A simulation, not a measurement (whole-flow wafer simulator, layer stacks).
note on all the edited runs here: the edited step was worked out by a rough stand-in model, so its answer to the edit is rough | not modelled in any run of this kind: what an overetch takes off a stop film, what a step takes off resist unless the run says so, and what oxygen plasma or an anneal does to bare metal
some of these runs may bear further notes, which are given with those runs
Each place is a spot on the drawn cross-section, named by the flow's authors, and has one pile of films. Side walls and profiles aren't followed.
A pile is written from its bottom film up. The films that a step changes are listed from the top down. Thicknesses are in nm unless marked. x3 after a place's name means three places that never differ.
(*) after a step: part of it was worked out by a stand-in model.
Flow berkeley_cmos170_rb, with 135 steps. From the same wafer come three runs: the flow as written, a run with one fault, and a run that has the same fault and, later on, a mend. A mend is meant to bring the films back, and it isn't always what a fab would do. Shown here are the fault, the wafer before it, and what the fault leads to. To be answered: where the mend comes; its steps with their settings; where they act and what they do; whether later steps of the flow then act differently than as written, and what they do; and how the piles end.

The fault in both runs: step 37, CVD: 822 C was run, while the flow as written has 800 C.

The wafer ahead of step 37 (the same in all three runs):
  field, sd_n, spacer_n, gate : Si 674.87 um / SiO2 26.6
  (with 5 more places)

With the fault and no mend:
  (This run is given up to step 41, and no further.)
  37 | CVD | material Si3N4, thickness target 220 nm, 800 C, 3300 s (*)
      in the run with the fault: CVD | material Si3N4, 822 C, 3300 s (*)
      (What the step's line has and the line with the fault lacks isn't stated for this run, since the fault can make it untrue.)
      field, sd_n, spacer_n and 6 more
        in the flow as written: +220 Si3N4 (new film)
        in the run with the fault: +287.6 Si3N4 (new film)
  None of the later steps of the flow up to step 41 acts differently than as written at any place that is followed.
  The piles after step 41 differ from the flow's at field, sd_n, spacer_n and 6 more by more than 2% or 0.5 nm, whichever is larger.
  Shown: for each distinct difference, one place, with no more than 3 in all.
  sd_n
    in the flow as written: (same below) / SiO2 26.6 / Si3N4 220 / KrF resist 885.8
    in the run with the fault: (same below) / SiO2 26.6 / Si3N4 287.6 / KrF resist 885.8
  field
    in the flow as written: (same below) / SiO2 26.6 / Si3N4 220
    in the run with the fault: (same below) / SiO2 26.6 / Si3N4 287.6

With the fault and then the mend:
  After step 37 comes the mend.
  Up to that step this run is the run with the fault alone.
  37a | ETCH | chemistry h3po4, depth target 67.59 nm (the flow's step 30, run once more with other settings)
      field, sd_n, spacer_n and 6 more
        -67.6 Si3N4
  None of the later steps of the flow acts differently than as written at any place that is followed.
  At every place that both follow, the piles at the end match the flow's.
